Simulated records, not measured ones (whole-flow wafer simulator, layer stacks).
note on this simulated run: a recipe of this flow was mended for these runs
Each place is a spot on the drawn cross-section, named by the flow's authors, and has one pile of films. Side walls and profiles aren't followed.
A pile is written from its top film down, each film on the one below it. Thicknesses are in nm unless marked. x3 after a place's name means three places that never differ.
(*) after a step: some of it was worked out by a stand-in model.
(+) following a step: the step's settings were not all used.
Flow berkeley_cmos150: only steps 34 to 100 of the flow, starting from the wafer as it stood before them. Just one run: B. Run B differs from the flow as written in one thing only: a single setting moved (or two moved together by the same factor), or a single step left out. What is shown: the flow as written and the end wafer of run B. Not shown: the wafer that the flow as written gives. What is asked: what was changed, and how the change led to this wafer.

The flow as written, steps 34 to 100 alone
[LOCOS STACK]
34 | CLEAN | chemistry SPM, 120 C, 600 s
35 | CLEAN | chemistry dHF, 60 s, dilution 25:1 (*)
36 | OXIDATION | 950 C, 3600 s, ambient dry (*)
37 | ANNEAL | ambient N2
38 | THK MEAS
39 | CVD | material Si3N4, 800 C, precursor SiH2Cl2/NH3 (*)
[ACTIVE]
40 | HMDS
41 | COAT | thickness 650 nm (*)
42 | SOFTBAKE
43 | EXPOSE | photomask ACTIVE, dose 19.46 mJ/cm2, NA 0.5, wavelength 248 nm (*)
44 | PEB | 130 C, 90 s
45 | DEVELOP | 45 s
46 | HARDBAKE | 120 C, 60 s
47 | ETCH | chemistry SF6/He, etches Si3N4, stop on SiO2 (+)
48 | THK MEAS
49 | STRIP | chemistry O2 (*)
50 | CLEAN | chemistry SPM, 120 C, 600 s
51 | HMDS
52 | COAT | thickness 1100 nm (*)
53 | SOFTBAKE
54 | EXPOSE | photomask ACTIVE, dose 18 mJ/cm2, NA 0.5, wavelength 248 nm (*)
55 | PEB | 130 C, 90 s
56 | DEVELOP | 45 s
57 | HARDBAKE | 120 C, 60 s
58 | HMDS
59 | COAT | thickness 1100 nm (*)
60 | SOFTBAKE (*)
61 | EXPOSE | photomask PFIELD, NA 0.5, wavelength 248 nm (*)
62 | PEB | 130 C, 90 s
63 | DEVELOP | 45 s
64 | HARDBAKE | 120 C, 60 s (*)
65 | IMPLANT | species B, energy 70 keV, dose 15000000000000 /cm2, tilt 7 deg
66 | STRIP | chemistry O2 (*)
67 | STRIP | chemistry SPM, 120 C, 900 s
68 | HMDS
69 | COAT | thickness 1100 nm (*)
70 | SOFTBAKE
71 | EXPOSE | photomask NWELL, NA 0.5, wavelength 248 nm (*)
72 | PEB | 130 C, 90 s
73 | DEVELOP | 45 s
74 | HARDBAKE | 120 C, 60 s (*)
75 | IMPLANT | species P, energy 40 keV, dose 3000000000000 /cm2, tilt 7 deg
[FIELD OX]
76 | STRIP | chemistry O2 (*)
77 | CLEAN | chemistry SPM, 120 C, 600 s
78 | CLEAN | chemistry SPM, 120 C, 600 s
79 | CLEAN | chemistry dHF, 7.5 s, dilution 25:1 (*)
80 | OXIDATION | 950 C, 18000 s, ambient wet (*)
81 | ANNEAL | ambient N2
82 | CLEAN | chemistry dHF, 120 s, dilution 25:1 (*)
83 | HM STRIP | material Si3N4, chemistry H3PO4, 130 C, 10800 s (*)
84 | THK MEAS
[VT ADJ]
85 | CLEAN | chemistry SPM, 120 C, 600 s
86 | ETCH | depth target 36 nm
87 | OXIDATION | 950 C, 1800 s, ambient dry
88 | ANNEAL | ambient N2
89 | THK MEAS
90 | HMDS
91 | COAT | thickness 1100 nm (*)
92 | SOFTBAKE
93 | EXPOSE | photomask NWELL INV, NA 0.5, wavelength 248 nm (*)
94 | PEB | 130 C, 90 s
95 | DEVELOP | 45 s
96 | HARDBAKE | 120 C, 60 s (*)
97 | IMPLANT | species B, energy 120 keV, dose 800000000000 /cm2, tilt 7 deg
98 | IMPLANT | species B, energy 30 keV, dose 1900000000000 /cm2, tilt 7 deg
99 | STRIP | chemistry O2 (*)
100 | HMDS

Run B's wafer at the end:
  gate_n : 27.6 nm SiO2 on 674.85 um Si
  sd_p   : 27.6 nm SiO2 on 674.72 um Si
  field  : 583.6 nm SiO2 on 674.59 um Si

Cause: step 86, ETCH: depth target 18 nm was run, though the flow has depth target 36 nm.

How this came from the change, step by step:
  86 | ETCH | depth target 36 nm
      gate_n, sd_p, gate_p, contact, m1: SiO2 loses 18 (as written it would have been: SiO2 loses 29.6 (all of it))
      field, field_p, sd_n: SiO2 loses 18 (as written it would have been: SiO2 loses 36)
  87 | OXIDATION | 950 C, 1800 s, ambient dry
      gate_n, sd_p, gate_p, m1: SiO2 gains 16, Si loses 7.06 (as written it would have been: SiO2 gains 20.4 (new film), Si loses 8.98)
      contact: SiO2 gains 16, Si loses 7.05 (as written it would have been: SiO2 gains 20.4 (new film), Si loses 8.98)
      (also at 1 further place)
